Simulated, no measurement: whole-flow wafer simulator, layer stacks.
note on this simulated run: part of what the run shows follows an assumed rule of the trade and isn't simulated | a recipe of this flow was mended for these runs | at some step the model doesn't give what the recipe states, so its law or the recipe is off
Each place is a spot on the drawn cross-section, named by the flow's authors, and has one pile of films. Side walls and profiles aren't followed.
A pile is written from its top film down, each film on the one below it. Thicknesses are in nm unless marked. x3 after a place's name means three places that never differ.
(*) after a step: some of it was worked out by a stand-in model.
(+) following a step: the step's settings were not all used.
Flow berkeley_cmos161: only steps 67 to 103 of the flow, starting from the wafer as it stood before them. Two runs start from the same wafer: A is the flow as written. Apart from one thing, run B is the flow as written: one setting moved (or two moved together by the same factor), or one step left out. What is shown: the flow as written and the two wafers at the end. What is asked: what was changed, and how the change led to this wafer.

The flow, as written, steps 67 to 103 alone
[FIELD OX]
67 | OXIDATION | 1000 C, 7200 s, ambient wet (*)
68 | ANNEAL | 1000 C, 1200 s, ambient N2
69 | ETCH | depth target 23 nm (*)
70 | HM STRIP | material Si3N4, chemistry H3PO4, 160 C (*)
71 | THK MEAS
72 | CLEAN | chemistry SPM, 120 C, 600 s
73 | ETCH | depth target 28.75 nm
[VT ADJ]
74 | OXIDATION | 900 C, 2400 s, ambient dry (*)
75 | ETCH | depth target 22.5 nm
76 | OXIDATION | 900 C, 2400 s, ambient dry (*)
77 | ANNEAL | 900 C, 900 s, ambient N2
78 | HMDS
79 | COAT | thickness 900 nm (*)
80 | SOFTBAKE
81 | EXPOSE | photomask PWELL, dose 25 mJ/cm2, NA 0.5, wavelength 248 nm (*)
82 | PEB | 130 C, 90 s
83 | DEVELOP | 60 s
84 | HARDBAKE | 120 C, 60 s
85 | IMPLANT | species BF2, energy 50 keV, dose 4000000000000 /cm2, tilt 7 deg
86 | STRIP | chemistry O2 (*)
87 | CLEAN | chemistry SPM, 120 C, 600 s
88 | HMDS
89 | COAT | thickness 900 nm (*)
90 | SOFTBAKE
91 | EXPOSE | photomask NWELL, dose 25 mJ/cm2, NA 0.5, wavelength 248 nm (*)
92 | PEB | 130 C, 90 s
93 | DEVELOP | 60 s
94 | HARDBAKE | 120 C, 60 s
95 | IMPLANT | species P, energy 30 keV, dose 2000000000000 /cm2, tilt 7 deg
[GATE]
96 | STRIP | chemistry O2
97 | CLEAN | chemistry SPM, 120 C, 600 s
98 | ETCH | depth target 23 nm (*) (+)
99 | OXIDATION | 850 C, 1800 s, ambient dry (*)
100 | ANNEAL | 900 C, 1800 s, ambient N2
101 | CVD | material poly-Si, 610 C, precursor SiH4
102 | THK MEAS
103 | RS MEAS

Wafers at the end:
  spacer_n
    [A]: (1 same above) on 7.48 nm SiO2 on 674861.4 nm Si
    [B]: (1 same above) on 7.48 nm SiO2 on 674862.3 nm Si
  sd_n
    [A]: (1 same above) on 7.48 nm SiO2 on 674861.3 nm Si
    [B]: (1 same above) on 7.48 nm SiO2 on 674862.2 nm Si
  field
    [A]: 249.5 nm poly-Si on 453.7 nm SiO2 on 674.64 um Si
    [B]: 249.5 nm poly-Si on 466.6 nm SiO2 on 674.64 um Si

What caused this: step 73, ETCH: depth target 15.81 nm was run, while the flow as written has depth target 28.75 nm.

Step by step, how the change led to this:
  73 | ETCH | depth target 28.75 nm
      spacer_n, gate_n, spacer_p, gate_p, contact, m1: A SiO2 loses 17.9 (all of it) | B SiO2 loses 15.8
      sd_n, sd_p: A SiO2 loses 18.1 (all of it) | B SiO2 loses 15.8
      (as well as at 1 more place)
  74 | OXIDATION | 900 C, 2400 s, ambient dry (*)
      sd_n, spacer_n, gate_n, sd_p, spacer_p, gate_p, contact, m1: A SiO2 gains 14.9 (new film), Si loses 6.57 | B SiO2 gains 12.9, Si loses 5.69
